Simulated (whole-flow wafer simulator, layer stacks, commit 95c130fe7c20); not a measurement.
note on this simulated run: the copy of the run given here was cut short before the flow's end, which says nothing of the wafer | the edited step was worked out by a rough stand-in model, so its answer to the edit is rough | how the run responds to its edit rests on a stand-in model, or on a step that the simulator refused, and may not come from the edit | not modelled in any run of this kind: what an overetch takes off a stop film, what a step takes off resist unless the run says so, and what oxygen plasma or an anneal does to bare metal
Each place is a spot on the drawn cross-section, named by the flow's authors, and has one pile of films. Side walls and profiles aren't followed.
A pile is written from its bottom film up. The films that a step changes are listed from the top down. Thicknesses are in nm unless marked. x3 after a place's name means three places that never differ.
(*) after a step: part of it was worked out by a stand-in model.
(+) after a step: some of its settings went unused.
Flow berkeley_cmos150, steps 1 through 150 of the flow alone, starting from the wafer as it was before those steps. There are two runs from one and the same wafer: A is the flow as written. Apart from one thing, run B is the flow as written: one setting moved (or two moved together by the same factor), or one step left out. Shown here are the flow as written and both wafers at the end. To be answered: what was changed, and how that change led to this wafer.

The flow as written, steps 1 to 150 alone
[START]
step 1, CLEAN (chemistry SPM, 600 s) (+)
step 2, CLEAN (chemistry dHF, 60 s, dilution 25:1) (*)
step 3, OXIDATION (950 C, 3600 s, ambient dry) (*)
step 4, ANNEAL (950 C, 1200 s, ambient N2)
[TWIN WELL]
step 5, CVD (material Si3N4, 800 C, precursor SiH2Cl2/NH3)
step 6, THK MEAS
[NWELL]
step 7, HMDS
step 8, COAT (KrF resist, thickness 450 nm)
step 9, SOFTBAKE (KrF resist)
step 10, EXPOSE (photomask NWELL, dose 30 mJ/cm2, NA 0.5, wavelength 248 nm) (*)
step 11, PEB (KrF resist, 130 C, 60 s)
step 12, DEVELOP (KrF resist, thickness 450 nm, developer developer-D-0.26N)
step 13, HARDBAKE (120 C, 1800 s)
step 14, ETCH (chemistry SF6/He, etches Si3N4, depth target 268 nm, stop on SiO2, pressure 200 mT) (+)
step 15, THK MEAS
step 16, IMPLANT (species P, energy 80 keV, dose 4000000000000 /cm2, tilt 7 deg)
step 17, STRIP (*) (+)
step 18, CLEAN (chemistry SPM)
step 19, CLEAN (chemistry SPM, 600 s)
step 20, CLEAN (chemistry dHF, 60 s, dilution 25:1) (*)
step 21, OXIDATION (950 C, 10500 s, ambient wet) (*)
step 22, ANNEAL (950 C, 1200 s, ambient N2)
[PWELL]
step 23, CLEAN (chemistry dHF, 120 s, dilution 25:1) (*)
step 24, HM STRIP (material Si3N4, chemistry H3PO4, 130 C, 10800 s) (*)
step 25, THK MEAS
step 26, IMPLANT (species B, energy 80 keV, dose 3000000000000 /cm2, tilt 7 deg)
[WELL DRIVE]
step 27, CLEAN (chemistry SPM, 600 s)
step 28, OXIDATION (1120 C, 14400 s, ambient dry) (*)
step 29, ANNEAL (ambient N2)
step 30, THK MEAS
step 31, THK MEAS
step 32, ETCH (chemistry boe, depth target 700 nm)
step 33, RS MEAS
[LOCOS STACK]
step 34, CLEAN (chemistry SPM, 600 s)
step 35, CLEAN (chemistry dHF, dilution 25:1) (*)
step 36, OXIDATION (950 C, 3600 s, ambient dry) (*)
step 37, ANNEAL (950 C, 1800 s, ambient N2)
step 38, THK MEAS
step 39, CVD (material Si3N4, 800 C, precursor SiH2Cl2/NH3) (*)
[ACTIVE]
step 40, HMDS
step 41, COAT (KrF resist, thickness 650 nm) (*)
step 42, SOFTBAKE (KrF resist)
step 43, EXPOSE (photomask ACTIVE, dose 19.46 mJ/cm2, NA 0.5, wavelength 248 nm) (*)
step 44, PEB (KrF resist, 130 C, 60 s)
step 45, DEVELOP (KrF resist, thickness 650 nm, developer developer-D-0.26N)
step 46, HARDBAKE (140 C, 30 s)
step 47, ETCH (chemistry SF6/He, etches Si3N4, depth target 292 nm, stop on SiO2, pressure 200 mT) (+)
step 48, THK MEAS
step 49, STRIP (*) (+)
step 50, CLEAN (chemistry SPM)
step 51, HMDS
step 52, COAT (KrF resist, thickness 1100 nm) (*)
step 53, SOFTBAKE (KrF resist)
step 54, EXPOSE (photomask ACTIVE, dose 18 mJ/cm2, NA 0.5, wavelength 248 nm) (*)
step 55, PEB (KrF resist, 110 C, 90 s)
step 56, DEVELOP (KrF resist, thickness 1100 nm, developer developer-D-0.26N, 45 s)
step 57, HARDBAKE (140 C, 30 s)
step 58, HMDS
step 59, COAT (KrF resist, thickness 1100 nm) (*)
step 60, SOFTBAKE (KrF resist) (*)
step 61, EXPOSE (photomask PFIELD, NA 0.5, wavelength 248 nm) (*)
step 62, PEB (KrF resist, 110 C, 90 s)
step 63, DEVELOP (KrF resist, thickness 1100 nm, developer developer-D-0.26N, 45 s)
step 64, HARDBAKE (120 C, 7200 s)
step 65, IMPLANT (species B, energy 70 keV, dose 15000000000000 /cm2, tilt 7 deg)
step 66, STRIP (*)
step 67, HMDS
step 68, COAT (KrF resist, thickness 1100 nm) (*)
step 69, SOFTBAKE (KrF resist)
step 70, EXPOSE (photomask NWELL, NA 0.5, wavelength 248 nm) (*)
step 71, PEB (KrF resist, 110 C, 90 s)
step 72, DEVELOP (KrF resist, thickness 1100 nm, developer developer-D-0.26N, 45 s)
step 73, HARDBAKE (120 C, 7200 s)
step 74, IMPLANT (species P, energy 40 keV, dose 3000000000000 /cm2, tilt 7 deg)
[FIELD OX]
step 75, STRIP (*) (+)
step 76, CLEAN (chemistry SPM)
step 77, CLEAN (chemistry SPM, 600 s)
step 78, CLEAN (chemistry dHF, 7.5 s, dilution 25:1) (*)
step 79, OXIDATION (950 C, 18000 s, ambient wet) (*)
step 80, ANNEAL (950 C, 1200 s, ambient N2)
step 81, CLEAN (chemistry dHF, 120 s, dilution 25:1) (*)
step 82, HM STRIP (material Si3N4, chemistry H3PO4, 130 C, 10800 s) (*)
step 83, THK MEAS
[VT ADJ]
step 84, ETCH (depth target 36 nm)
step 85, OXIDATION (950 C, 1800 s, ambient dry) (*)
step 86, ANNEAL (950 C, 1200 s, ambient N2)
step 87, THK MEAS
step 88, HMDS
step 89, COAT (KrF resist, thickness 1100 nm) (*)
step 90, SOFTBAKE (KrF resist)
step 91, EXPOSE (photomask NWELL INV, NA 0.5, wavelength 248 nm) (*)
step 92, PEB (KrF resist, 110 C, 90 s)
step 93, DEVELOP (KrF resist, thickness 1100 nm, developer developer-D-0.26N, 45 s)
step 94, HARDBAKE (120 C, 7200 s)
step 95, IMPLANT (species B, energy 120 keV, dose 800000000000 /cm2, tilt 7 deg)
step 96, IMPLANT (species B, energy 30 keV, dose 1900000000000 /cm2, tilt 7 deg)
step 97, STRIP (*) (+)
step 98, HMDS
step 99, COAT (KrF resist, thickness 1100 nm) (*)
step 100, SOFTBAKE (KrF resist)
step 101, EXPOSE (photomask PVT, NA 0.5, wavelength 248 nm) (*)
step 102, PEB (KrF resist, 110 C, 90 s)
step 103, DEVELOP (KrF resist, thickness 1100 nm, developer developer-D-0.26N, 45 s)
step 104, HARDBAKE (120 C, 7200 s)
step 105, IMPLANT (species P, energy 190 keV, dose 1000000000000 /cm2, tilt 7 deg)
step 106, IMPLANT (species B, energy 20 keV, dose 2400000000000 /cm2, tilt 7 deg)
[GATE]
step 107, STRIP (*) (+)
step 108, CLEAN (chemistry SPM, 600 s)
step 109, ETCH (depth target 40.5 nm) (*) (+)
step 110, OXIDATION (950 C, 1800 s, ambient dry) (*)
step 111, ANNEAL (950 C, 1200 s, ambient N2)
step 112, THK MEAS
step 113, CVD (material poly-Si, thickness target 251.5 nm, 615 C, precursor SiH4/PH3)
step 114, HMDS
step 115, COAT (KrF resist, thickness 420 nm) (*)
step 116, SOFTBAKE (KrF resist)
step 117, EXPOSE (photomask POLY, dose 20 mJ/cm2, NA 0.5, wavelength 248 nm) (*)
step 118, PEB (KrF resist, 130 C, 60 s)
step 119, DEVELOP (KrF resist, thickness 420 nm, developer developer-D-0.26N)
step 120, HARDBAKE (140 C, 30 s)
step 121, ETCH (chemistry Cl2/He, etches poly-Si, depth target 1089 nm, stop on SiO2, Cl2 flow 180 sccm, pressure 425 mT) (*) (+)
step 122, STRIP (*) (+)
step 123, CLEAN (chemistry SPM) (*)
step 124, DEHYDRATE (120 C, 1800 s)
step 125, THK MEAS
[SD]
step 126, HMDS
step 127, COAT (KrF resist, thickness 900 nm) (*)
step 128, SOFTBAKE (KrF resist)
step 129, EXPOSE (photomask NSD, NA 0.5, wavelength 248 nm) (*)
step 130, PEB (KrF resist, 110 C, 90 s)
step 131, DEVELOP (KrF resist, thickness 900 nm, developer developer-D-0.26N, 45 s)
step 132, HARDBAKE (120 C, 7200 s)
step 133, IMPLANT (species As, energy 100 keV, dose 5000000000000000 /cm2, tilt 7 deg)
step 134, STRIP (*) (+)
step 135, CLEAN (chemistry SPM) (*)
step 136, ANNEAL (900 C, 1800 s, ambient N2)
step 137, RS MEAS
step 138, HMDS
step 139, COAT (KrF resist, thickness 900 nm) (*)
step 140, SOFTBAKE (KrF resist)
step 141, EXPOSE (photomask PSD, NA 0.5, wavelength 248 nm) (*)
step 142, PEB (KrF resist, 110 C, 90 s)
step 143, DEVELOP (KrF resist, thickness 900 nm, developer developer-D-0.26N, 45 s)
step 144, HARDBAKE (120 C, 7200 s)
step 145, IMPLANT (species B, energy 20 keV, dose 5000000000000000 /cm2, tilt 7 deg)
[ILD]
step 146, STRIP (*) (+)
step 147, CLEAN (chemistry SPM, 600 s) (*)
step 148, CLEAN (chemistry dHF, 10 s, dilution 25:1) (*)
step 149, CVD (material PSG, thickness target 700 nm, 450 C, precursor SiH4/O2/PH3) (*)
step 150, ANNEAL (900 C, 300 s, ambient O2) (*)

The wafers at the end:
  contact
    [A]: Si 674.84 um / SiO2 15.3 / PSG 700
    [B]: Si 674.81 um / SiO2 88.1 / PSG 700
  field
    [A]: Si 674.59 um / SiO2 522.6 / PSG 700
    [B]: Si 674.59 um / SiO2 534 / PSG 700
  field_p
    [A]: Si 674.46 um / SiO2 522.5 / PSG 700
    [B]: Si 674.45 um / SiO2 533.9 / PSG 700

The reason: step 110, OXIDATION: 1140 C was run, while the flow as written has 950 C.

Step by step, how the change led to this:
  step 110, OXIDATION (950 C, 1800 s, ambient dry) (*)
      sd_n, gate_n, sd_p, gate_p, contact, m1: A SiO2 gains 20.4 (new film), Si loses 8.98 | B SiO2 gains 93.2 (new film), Si loses 41
      field, field_p: A SiO2 gains 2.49, Si loses 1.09 | B SiO2 gains 13.9, Si loses 6.11
  step 115, COAT (KrF resist, thickness 420 nm) (*)
      sd_n: A KrF resist gains 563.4 (new film) | B KrF resist gains 538.3 (new film)
      gate_n: A KrF resist gains 482.5 (new film) | B KrF resist gains 472.4 (new film)
      (as well as at 3 more places)
  step 119, DEVELOP (KrF resist, thickness 420 nm, developer developer-D-0.26N)
      sd_n: A KrF resist loses 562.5 (all of it) | B KrF resist loses 537.5 (all of it)
      sd_p: A KrF resist loses 558.9 (all of it) | B KrF resist loses 543.5 (all of it)
      (as well as at 2 more places)
  step 120, HARDBAKE (140 C, 30 s)
      gate_n: A KrF resist loses 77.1 | B KrF resist loses 75.5
      gate_p: A KrF resist loses 84.5 | B KrF resist loses 82.8
  step 122, STRIP (*) (+)
      gate_n: A chemical SiO2 gains 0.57 (new film), KrF resist loses 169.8 (all of it), poly-Si loses 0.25 | B chemical SiO2 gains 0.57 (new film), KrF resist loses 161.5 (all of it), poly-Si loses 0.25
      gate_p: A chemical SiO2 gains 0.57 (new film), KrF resist loses 206.4 (all of it), poly-Si loses 0.25 | B chemical SiO2 gains 0.57 (new film), KrF resist loses 197.8 (all of it), poly-Si loses 0.25
  step 127, COAT (KrF resist, thickness 900 nm) (*)
      sd_n: A KrF resist gains 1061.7 (new film) | B KrF resist gains 1032.2 (new film)
      gate_n: A KrF resist gains 819.9 (new film) | B KrF resist gains 800.4 (new film)
      (as well as at 4 more places)
  step 131, DEVELOP (KrF resist, thickness 900 nm, developer developer-D-0.26N, 45 s)
      sd_n: A KrF resist loses 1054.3 (all of it) | B KrF resist loses 1025.1 (all of it)
      gate_n: A KrF resist loses 814.3 (all of it) | B KrF resist loses 794.9 (all of it)
      (as well as at 1 more place)
  step 134, STRIP (*) (+)
      sd_p: A KrF resist loses 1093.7 (all of it) | B KrF resist loses 1069.8 (all of it)
      gate_p: A KrF resist loses 855.5 (all of it), chemical SiO2 gains 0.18 | B KrF resist loses 836.7 (all of it), chemical SiO2 gains 0.18
      (as well as at 1 more place)
  step 139, COAT (KrF resist, thickness 900 nm) (*)
      sd_n: A KrF resist gains 1061.7 (new film) | B KrF resist gains 1032.2 (new film)
      gate_n: A KrF resist gains 819.8 (new film) | B KrF resist gains 800.3 (new film)
      (as well as at 4 more places)
  step 143, DEVELOP (KrF resist, thickness 900 nm, developer developer-D-0.26N, 45 s)
      sd_p: A KrF resist loses 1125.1 (all of it) | B KrF resist loses 1100.8 (all of it)
      gate_p: A KrF resist loses 882.7 (all of it) | B KrF resist loses 863.6 (all of it)
  step 146, STRIP (*) (+)
      gate_n: A KrF resist loses 788 (all of it), chemical SiO2 gains 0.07, poly-Si loses 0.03 | B KrF resist loses 769 (all of it), chemical SiO2 gains 0.07
      sd_n: A KrF resist loses 1024.1 (all of it) | B KrF resist loses 995.4 (all of it)
      (as well as at 2 more places)
